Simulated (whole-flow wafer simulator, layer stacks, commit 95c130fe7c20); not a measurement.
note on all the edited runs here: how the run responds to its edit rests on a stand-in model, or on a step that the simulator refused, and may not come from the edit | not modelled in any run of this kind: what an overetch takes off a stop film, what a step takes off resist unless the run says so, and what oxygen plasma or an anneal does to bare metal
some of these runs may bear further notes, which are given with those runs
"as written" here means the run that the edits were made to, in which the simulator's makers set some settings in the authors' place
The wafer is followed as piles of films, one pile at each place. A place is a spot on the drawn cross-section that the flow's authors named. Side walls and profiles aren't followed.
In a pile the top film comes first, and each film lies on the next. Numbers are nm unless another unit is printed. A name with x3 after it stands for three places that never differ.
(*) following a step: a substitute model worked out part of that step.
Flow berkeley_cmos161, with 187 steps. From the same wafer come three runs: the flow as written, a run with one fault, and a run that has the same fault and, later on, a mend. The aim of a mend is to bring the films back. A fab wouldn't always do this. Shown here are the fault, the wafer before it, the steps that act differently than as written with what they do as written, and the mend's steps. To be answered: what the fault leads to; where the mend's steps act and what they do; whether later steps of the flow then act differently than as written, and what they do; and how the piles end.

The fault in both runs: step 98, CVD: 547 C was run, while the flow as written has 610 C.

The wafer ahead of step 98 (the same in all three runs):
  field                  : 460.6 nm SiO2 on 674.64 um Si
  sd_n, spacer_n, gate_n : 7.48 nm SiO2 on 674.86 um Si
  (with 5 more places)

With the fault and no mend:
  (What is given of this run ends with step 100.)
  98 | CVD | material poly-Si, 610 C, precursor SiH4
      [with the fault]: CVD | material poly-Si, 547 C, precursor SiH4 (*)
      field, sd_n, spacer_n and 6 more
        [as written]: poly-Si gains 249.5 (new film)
        [with the fault]: poly-Si gains 57.4 (new film)
  Later steps of the flow up to step 100 that are run all act as written at every place that is followed.
  After step 100, at field, sd_n, spacer_n and 6 more, the piles differ from the flow's by more than 2% or 0.5 nm, whichever is larger.
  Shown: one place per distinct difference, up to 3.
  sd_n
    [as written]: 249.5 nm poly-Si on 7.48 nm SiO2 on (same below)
    [with the fault]: 57.4 nm poly-Si on 7.48 nm SiO2 on (same below)
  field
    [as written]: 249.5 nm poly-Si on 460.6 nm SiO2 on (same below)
    [with the fault]: 57.4 nm poly-Si on 460.6 nm SiO2 on (same below)

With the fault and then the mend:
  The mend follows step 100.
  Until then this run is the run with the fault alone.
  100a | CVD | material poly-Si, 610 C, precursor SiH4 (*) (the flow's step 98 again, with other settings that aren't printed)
      field, sd_n, spacer_n and 6 more
        poly-Si gains 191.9
  Later steps of the flow that are run all act as written at every place that is followed, up to a difference of at most 2% or 0.5 nm, whichever is larger.
  When the end is reached, the piles differ only a little from the flow's at the places that both follow, at most by 2% or 0.5 nm, whichever is larger.
